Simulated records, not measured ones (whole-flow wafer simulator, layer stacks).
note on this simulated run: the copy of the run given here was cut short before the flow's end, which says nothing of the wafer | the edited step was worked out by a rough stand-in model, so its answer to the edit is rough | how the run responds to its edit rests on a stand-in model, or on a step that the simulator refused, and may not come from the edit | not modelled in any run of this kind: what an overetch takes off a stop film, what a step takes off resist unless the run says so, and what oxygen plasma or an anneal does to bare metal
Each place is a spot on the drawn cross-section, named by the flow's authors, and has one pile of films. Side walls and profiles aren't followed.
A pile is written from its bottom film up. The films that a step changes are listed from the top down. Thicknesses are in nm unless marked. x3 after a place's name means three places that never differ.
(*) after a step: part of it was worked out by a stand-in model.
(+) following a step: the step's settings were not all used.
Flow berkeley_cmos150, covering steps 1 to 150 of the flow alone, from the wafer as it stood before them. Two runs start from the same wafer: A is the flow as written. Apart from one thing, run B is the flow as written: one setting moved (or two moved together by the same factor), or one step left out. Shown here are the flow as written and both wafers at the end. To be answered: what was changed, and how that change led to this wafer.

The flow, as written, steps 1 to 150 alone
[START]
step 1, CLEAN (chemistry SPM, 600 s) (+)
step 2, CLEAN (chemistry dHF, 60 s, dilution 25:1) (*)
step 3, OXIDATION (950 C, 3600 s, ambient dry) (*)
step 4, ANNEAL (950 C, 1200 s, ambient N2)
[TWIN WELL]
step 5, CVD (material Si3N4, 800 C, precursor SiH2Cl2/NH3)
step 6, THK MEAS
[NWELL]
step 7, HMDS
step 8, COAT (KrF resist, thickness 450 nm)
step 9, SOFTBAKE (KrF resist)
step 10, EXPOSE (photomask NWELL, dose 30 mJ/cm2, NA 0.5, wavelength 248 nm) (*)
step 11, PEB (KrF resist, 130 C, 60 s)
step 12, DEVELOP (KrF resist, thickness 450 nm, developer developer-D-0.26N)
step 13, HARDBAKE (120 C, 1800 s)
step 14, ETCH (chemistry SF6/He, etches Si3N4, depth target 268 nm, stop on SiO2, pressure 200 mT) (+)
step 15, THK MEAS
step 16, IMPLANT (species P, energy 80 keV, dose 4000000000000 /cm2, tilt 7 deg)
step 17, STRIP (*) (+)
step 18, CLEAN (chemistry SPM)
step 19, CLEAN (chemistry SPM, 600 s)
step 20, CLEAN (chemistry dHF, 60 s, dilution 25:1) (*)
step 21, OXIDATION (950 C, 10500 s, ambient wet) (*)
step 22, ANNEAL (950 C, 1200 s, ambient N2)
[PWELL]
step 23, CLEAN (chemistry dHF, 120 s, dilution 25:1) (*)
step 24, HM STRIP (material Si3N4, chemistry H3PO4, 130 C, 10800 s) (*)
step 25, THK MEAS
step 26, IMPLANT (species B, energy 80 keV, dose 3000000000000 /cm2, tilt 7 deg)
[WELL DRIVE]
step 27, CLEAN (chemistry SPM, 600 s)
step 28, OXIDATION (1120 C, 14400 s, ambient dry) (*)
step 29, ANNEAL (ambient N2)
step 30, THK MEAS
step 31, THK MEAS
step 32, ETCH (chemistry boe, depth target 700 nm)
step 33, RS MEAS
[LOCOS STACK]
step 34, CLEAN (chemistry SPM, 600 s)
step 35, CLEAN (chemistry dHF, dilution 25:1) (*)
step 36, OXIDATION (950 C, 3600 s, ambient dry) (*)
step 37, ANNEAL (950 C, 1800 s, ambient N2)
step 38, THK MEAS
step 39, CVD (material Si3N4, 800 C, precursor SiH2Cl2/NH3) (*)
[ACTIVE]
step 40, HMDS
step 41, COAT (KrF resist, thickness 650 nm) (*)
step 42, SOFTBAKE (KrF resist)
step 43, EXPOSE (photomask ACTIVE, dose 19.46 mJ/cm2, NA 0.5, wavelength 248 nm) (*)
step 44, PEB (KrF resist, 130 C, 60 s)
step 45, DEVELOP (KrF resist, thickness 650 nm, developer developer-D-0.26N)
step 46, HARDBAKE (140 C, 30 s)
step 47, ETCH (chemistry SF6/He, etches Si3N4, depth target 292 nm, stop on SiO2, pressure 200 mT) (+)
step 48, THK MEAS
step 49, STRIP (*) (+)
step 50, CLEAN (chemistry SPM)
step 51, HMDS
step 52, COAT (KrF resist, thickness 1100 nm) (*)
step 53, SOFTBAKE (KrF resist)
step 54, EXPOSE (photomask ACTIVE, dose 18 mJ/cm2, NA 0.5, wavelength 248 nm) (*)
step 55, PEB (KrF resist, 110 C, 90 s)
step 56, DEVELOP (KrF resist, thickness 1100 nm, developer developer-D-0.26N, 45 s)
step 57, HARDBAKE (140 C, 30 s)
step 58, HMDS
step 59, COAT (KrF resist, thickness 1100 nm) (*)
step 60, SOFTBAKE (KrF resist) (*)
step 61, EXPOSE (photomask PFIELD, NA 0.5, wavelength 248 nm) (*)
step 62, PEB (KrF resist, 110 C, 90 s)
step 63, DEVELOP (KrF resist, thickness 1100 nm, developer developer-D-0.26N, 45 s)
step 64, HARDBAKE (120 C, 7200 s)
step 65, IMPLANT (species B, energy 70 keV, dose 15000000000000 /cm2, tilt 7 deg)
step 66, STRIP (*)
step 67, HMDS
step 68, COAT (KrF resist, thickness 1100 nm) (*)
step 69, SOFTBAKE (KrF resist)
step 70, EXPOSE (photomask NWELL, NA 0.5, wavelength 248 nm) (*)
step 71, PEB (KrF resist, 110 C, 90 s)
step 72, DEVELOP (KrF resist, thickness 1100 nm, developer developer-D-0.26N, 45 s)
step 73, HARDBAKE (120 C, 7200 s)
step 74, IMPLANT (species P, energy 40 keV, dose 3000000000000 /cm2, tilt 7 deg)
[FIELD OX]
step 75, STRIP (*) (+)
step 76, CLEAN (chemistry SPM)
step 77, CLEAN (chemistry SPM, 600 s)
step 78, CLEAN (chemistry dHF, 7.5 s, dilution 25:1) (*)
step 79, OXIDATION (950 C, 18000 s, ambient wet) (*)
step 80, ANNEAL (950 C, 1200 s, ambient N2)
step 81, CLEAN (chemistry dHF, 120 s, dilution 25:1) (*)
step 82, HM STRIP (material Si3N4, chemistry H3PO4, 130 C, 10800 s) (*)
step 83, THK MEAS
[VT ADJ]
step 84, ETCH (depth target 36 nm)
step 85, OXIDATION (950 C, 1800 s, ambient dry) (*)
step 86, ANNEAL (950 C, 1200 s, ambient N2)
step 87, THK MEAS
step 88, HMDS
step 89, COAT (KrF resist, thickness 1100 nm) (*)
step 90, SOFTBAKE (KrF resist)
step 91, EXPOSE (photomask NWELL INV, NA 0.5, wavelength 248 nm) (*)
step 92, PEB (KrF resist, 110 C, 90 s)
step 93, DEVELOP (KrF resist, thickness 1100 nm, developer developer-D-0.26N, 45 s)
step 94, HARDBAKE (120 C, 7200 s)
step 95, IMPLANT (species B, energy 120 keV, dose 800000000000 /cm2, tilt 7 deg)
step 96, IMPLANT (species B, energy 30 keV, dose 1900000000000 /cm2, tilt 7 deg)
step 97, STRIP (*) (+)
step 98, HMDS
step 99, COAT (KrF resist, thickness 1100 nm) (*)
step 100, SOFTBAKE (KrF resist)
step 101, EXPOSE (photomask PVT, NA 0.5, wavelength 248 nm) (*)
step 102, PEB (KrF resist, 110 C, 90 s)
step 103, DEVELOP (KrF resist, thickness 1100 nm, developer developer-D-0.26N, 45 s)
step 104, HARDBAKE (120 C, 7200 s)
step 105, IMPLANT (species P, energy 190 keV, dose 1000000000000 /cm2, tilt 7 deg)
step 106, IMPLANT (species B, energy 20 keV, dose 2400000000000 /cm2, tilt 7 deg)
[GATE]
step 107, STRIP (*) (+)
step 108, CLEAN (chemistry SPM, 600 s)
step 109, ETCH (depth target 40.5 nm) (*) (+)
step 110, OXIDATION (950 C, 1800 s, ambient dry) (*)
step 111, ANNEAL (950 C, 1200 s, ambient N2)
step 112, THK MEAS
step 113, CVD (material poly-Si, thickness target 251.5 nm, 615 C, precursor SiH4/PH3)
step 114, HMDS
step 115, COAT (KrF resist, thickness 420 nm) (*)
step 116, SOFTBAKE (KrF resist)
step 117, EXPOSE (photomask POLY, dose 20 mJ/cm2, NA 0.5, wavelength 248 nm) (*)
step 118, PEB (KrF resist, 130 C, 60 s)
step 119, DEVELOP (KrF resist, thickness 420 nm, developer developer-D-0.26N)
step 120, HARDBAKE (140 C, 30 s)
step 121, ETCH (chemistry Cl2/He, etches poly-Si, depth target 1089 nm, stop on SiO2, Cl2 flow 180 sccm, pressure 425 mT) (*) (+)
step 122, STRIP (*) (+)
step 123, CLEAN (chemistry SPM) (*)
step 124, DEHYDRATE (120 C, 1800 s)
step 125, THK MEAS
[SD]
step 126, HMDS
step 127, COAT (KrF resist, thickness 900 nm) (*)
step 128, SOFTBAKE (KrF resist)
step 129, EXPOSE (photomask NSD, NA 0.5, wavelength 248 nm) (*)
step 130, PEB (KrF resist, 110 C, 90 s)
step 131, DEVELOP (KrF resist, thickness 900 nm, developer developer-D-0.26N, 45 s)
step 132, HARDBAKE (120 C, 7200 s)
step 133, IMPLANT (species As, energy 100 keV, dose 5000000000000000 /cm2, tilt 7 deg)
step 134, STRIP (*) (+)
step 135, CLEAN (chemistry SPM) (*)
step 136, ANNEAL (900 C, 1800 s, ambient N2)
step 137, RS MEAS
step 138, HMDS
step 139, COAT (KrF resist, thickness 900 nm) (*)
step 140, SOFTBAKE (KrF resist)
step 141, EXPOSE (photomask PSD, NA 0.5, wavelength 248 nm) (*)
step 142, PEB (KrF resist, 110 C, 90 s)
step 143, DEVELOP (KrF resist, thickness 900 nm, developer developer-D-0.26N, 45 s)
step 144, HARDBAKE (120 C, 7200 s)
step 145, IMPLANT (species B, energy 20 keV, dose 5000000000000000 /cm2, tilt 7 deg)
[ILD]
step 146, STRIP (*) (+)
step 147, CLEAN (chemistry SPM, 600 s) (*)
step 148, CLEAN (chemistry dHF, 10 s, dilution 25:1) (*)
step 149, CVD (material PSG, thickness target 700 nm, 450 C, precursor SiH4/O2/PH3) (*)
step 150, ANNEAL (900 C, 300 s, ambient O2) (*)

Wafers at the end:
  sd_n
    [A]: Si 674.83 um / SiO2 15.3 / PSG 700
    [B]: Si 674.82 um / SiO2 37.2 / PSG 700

Cause: step 39, CVD: 746 C was run, while the flow as written has 800 C.

The path from the change to this, step by step:
  step 39, CVD (material Si3N4, 800 C, precursor SiH2Cl2/NH3) (*)
      field, field_p, sd_n, gate_n, sd_p, gate_p, contact, m1: A +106 Si3N4 (new film) | B +50.9 Si3N4 (new film)
  step 47, ETCH (chemistry SF6/He, etches Si3N4, depth target 292 nm, stop on SiO2, pressure 200 mT) (+)
      sd_n, gate_n, sd_p, gate_p, contact, m1: A -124 KrF resist | B -64 KrF resist
      field, field_p: A -106 Si3N4 (all of it), -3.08 SiO2 | B -50.9 Si3N4 (all of it), -3.08 SiO2
  step 49, STRIP (*) (+)
      sd_n: A -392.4 KrF resist (all of it) | B -452.3 KrF resist (all of it)
      gate_n: A -400.6 KrF resist (all of it) | B -460.6 KrF resist (all of it)
      (and at 4 other places as well)
  step 52, COAT (KrF resist, thickness 1100 nm) (*)
      sd_n: A +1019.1 KrF resist (new film) | B +1050.8 KrF resist (new film)
      gate_n: A +1039.7 KrF resist (new film) | B +1065.1 KrF resist (new film)
      (and at 4 other places as well)
  step 57, HARDBAKE (140 C, 30 s)
      sd_n: A -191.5 KrF resist | B -197.4 KrF resist
      gate_n: A -195.3 KrF resist | B -199.9 KrF resist
      (and at 4 other places as well)
  step 59, COAT (KrF resist, thickness 1100 nm) (*)
      sd_n: A +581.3 KrF resist | B +595.9 KrF resist
      gate_n: A +684.4 KrF resist | B +699.8 KrF resist
      (and at 4 other places as well)
  step 66, STRIP (*)
      sd_n: A -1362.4 KrF resist (all of it) | B -1402.3 KrF resist (all of it)
      gate_n: A -1479.7 KrF resist (all of it) | B -1515.4 KrF resist (all of it)
      (and at 4 other places as well)
  step 68, COAT (KrF resist, thickness 1100 nm) (*)
      sd_n: A +1019.1 KrF resist (new film) | B +1050.8 KrF resist (new film)
      gate_n: A +1039.7 KrF resist (new film) | B +1065.1 KrF resist (new film)
      (and at 4 other places as well)
  step 72, DEVELOP (KrF resist, thickness 1100 nm, developer developer-D-0.26N, 45 s)
      sd_p: A -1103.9 KrF resist (all of it) | B -1132.1 KrF resist (all of it)
      gate_p: A -1108 KrF resist (all of it) | B -1132.4 KrF resist (all of it)
  step 73, HARDBAKE (120 C, 7200 s)
      m1: A -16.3 KrF resist | B -17 KrF resist
  step 75, STRIP (*) (+)
      sd_n: A -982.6 KrF resist (all of it) | B -1013.5 KrF resist (all of it)
      gate_n: A -1002.7 KrF resist (all of it) | B -1027.4 KrF resist (all of it)
      (and at 2 other places as well)
  step 79, OXIDATION (950 C, 18000 s, ambient wet) (*)
      sd_n: A +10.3 SiO2 (new film), -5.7 Si3N4, +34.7 SiO2, -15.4 Si | B +10.3 SiO2 (new film), -5.7 Si3N4, +70.3 SiO2, -31.4 Si
  step 82, HM STRIP (material Si3N4, chemistry H3PO4, 130 C, 10800 s) (*)
      sd_n, gate_n, contact, m1: A -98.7 Si3N4 (all of it), -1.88 SiO2 | B -43.5 Si3N4 (all of it), -2.35 SiO2
      sd_p, gate_p: A -98.6 Si3N4 (all of it), -1.88 SiO2 | B -43.4 Si3N4 (all of it), -2.35 SiO2
  step 85, OXIDATION (950 C, 1800 s, ambient dry) (*)
      sd_n: A +12.2 SiO2, -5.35 Si | B +8.14 SiO2, -3.58 Si
  step 109, ETCH (depth target 40.5 nm) (*) (+)
      sd_n: A -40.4 SiO2 (all of it) | B -40.5 SiO2
  step 110, OXIDATION (950 C, 1800 s, ambient dry) (*)
      sd_n: A +20.4 SiO2 (new film), -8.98 Si | B +11.2 SiO2, -4.94 Si
  ... and 1 more step ...
  step 119, DEVELOP (KrF resist, thickness 420 nm, developer developer-D-0.26N)
      sd_n: A -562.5 KrF resist (all of it) | B -549.1 KrF resist (all of it)
